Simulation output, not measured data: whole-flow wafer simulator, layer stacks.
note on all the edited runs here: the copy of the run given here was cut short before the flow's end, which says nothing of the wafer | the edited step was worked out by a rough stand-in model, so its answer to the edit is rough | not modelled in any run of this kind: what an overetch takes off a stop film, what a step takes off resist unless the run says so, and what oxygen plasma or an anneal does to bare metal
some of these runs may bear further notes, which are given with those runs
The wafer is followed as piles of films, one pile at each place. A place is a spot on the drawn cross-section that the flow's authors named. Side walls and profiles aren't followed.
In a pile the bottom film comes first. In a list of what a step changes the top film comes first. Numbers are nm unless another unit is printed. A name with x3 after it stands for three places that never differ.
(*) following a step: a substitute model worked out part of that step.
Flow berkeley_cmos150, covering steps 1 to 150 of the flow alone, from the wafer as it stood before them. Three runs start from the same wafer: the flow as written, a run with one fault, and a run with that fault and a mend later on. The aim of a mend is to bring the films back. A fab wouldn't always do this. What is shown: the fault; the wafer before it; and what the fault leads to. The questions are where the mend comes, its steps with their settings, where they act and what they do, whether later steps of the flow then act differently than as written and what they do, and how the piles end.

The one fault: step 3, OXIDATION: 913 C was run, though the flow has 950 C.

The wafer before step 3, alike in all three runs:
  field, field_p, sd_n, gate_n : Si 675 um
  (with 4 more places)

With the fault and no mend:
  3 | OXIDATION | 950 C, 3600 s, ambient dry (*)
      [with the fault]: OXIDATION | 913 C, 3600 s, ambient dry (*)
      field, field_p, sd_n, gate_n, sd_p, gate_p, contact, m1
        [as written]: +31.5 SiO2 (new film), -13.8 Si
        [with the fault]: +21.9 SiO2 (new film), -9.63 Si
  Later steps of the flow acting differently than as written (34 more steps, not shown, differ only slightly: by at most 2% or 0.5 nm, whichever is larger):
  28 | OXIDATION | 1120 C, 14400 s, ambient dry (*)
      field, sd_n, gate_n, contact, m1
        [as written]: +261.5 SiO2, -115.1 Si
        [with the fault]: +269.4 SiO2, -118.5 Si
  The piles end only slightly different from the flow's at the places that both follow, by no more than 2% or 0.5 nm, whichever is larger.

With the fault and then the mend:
  The mend follows step 4.
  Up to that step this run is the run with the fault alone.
  4a | OXIDATION | 950 C, 1431 s, ambient dry (*) (a further turn of the flow's step 3, with different settings)
      field, field_p, sd_n, gate_n, sd_p, gate_p, contact, m1
        +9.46 SiO2, -4.16 Si
  Later steps of the flow that are run all act as written at every place that is followed, up to a difference of at most 2% or 0.5 nm, whichever is larger.
  At every place that both follow, the piles at the end match the flow's.
